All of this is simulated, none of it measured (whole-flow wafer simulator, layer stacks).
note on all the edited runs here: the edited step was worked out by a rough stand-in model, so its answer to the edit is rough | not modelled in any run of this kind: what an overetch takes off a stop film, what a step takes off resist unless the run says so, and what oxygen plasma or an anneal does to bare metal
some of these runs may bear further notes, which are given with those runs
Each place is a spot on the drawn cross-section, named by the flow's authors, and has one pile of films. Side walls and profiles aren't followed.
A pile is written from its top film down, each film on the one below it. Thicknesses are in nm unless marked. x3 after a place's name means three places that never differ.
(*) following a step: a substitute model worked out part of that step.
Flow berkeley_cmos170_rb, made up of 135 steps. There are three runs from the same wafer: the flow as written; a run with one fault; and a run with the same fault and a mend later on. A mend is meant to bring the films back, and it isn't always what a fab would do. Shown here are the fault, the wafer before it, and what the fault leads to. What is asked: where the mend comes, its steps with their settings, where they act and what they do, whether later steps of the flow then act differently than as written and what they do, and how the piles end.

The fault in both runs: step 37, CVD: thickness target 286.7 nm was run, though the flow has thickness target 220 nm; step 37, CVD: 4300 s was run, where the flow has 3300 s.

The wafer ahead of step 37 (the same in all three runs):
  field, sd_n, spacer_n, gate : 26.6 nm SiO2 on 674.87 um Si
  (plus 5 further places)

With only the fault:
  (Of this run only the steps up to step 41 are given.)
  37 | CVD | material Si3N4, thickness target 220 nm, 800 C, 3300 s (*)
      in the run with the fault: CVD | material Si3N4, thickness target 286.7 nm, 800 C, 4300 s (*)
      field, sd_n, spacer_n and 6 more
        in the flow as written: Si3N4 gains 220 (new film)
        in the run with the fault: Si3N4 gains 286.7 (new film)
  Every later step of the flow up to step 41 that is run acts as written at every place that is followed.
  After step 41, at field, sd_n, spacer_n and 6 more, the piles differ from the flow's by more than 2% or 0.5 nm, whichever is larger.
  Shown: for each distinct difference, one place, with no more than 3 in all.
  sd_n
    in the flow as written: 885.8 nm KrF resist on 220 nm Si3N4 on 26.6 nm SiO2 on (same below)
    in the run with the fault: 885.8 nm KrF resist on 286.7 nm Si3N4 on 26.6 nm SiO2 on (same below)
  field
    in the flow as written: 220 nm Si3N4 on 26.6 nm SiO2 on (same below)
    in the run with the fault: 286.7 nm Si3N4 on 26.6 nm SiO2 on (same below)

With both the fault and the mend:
  The mend stands after step 37.
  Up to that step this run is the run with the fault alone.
  37a | ETCH | chemistry h3po4, depth target 329.3 nm (a further turn of the flow's step 30, with different settings)
      field, sd_n, spacer_n and 6 more
        Si3N4 loses 286.7 (all of it)
  37b | CLEAN (*)
      leaves every film unchanged at each place that is followed
  37c | CVD | material Si3N4, thickness target 220 nm, 800 C, 3300 s (*) (a further turn of the flow's step 37)
      field, sd_n, spacer_n and 6 more
        Si3N4 gains 220 (new film)
  Every later step of the flow that is run acts as written at every place that is followed.
  At every place that both follow, the piles at the end match the flow's.
